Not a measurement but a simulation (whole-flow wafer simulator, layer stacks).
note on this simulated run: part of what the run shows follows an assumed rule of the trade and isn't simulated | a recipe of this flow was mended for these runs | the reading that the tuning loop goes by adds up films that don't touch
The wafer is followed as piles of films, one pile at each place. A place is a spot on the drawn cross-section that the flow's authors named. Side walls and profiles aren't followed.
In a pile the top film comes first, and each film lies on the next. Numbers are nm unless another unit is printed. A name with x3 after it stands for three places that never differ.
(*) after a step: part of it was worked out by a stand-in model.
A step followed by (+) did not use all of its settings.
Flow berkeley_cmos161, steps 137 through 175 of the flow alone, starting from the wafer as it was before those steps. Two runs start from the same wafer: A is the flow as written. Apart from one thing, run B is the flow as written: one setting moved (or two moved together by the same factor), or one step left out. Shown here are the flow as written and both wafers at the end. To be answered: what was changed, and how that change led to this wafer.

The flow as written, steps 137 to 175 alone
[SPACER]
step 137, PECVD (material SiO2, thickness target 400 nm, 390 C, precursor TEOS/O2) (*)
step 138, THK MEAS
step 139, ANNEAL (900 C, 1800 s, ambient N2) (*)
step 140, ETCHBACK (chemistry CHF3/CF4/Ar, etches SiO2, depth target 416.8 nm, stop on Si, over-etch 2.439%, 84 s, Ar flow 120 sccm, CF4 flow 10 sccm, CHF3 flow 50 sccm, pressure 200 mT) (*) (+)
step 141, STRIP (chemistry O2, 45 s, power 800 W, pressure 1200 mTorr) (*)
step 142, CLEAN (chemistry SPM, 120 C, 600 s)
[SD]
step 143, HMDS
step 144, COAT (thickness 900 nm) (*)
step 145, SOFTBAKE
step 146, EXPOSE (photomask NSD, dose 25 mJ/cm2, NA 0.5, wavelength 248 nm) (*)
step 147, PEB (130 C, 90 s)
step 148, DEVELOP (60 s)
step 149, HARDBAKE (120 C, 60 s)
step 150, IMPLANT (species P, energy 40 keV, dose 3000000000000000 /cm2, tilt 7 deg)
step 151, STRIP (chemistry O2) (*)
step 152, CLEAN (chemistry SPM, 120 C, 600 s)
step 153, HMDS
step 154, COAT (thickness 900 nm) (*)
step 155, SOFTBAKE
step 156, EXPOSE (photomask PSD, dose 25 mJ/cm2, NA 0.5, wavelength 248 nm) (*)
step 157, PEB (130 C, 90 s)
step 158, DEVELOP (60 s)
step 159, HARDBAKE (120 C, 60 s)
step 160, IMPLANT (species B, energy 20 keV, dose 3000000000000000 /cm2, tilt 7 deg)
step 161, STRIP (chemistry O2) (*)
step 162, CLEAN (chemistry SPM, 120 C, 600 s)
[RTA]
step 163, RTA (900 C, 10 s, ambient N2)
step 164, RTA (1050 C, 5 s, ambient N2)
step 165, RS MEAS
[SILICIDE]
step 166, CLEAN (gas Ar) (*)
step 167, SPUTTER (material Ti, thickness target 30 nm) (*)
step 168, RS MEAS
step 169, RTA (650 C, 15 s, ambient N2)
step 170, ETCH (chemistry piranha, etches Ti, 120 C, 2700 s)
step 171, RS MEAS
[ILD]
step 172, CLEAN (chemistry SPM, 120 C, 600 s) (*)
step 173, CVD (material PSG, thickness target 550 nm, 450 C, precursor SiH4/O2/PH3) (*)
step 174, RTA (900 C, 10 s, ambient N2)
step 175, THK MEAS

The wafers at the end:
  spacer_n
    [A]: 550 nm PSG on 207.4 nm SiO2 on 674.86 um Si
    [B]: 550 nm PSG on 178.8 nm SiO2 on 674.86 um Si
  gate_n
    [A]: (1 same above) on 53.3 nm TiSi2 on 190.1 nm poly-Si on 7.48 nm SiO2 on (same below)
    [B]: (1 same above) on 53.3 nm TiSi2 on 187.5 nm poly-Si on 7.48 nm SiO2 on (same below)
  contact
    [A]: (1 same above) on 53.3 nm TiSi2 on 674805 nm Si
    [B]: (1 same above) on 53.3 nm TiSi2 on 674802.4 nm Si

Cause: step 137, PECVD: thickness target 370 nm was run, though the flow has thickness target 400 nm.

How this came from the change, step by step:
  step 137, PECVD (material SiO2, thickness target 400 nm, 390 C, precursor TEOS/O2) (*)
      field, sd_n, contact, m1: A SiO2 gains 400 | B SiO2 gains 370
      spacer_n, sd_p, spacer_p: A SiO2 gains 385.3 | B SiO2 gains 356.6
      (and at 2 other places as well)
  step 139, ANNEAL (900 C, 1800 s, ambient N2) (*)
      sd_n, gate_n, gate_p, contact, m1: A SiO2 loses 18 | B SiO2 loses 16.6
      spacer_n, sd_p, spacer_p: A SiO2 loses 17.3 | B SiO2 loses 16
      (and at 1 other place as well)
  step 140, ETCHBACK (chemistry CHF3/CF4/Ar, etches SiO2, depth target 416.8 nm, stop on Si, over-etch 2.439%, 84 s, Ar flow 120 sccm, CF4 flow 10 sccm, CHF3 flow 50 sccm, pressure 200 mT) (*) (+)
      gate_n, gate_p: A SiO2 loses 382 (all of it), chemical SiO2 loses 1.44 (all of it), poly-Si loses 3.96 | B SiO2 loses 353.4 (all of it), chemical SiO2 loses 1.44 (all of it), poly-Si loses 6.56
      sd_n: A SiO2 loses 387.9 (all of it), Si loses 3.96 | B SiO2 loses 359.3 (all of it), Si loses 6.56
      (and at 3 other places as well)
